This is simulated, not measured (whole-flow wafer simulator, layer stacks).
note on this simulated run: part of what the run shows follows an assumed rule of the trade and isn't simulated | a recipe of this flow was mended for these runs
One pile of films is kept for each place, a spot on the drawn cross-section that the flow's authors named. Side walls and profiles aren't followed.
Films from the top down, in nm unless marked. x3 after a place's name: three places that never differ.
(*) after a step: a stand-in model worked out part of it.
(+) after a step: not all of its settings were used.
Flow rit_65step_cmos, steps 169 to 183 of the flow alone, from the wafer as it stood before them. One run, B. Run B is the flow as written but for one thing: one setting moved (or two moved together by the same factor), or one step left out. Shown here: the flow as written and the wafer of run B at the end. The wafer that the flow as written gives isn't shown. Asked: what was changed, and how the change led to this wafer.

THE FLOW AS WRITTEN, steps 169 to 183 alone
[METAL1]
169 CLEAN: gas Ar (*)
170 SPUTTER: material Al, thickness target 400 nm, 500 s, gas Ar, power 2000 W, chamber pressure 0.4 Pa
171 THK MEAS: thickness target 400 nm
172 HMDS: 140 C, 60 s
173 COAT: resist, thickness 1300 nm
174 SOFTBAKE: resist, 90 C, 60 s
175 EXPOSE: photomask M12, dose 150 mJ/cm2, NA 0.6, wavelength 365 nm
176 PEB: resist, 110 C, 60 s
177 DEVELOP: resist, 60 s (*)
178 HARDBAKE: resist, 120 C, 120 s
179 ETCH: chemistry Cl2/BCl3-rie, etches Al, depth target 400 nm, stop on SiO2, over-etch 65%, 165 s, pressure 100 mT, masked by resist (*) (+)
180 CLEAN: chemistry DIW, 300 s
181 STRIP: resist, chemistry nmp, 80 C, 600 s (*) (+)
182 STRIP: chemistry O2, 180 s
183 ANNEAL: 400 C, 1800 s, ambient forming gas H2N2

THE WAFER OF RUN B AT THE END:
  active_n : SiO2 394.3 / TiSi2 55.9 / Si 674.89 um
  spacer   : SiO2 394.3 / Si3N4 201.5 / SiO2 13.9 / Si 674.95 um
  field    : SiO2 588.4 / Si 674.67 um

The cause: step 170, SPUTTER: thickness target 672 nm was run, where the flow has thickness target 400 nm; step 170, SPUTTER: 841 s was run, where the flow has 500 s.

How the change led to this, step by step:
  170 SPUTTER: material Al, thickness target 400 nm, 500 s, gas Ar, power 2000 W, chamber pressure 0.4 Pa
      field, field_pw, field_nw and 10 more: Al +672 (new film) (as written it would be: Al +400 (new film))
      contact: Al +400.1 (new film) (as written it would be: Al +255.4 (new film))
  173 COAT: resist, thickness 1300 nm
      contact: resist +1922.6 (new film) (as written it would be: resist +1785.1 (new film))
  176 PEB: resist, 110 C, 60 s
      contact: resist -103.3 (as written it would be: resist -95.5)
  178 HARDBAKE: resist, 120 C, 120 s
      contact: resist -67.6 (as written it would be: resist -62.1)
  179 ETCH: chemistry Cl2/BCl3-rie, etches Al, depth target 400 nm, stop on SiO2, over-etch 65%, 165 s, pressure 100 mT, masked by resist (*) (+)
      field, field_pw, field_nw and 9 more: Al -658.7 (all of it), SiO2 -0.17 (as written it would be: Al -386.7 (all of it), SiO2 -34.2)
  181 STRIP: resist, chemistry nmp, 80 C, 600 s (*) (+)
      contact: resist -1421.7 (all of it) (as written it would be: resist -1297.5 (all of it))
